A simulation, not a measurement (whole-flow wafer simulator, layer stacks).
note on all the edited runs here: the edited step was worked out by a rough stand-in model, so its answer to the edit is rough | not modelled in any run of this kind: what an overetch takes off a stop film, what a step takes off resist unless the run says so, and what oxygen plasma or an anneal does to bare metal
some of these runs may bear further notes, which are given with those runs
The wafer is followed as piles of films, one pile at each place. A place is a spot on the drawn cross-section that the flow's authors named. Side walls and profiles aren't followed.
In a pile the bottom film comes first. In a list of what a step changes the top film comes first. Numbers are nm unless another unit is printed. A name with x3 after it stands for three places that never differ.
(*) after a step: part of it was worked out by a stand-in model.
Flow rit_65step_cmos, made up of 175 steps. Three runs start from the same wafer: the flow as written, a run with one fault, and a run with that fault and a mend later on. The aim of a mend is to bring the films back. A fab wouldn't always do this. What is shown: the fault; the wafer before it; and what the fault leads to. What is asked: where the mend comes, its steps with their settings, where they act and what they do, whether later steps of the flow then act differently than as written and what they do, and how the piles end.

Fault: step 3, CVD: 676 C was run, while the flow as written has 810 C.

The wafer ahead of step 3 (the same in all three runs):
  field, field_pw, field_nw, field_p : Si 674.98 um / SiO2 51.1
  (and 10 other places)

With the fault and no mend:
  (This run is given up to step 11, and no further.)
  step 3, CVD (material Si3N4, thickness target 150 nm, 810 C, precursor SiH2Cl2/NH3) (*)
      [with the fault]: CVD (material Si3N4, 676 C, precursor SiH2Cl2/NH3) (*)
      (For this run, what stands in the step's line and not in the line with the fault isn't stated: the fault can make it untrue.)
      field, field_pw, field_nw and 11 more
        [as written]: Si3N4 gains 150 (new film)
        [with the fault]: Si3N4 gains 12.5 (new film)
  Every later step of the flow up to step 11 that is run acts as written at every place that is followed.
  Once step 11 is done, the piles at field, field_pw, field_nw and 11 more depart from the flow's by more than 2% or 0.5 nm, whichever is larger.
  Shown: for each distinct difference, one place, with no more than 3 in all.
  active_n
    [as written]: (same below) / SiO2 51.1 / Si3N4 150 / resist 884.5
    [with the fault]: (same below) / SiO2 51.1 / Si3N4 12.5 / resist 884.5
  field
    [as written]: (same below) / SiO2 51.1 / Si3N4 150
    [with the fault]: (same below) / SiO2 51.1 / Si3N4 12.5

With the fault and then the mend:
  The mend stands after step 4.
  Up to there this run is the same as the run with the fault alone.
  step 4a, CVD (material Si3N4, thickness target 138 nm, 810 C, precursor SiH2Cl2/NH3) (*) (the flow's step 3, run once more with other settings)
      field, field_pw, field_nw and 11 more
        Si3N4 gains 138
  Every later step of the flow that is run acts as written, at every place that is followed, to within 2% or 0.5 nm, whichever is larger.
  At the end the piles are close to the flow's at the places that both follow, differing by at most 2% or 0.5 nm, whichever is larger.
